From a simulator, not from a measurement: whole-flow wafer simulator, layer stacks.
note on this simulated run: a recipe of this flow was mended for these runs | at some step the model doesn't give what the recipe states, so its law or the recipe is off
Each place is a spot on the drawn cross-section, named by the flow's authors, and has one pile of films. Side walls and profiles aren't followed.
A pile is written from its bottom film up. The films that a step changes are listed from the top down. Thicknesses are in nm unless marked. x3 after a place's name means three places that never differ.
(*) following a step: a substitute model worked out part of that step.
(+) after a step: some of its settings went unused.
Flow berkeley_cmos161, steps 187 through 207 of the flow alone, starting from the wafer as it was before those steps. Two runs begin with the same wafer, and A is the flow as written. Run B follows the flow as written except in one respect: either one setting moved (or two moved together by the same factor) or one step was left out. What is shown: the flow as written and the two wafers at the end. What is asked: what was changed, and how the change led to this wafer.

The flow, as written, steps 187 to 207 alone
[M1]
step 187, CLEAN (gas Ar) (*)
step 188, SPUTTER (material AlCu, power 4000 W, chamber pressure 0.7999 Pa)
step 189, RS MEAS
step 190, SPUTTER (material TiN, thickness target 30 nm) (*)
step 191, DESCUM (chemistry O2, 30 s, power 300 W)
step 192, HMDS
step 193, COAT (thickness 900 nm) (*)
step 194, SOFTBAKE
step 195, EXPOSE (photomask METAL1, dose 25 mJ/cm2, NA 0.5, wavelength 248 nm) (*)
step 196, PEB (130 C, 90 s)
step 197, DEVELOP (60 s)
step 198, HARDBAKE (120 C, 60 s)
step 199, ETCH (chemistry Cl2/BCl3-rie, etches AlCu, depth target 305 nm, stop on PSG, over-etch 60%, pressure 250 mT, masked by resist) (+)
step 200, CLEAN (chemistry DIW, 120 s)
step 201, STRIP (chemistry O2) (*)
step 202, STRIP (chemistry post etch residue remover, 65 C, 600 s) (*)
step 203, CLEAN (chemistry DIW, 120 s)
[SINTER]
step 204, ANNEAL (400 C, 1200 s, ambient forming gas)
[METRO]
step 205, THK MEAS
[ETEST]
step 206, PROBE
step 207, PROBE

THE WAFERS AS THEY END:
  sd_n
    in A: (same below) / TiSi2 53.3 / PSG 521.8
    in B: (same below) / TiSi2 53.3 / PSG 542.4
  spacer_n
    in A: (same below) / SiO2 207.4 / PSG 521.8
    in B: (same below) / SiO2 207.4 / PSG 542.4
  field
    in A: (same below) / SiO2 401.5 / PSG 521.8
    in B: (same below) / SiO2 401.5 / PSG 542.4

Cause: step 190, SPUTTER: thickness target 19 nm was run, whereas the flow has thickness target 30 nm; step 199, ETCH: depth target 195 nm was run, where the flow has depth target 305 nm.

How this came from the change, step by step:
  step 190, SPUTTER (material TiN, thickness target 30 nm) (*)
      field, sd_n, spacer_n, gate_n, spacer_p, gate_p, m1: A +30 TiN (new film) | B +19 TiN (new film)
      sd_p: A +26.1 TiN (new film) | B +16.5 TiN (new film)
      (also at 1 further place)
  step 199, ETCH (chemistry Cl2/BCl3-rie, etches AlCu, depth target 305 nm, stop on PSG, over-etch 60%, pressure 250 mT, masked by resist) (+)
      field, sd_n, spacer_n, gate_n, spacer_p, gate_p: A -30 TiN (all of it), -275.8 AlCu (all of it), -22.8 PSG | B -19 TiN (all of it), -275.8 AlCu (all of it), -2.15 PSG
      contact, m1: A -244 KrF-resist | B -156 KrF-resist
      (also at 1 further place)
  step 201, STRIP (chemistry O2) (*)
      contact: A -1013 KrF-resist (all of it) | B -1098.2 KrF-resist (all of it)
      m1: A -537.5 KrF-resist (all of it) | B -625.4 KrF-resist (all of it)
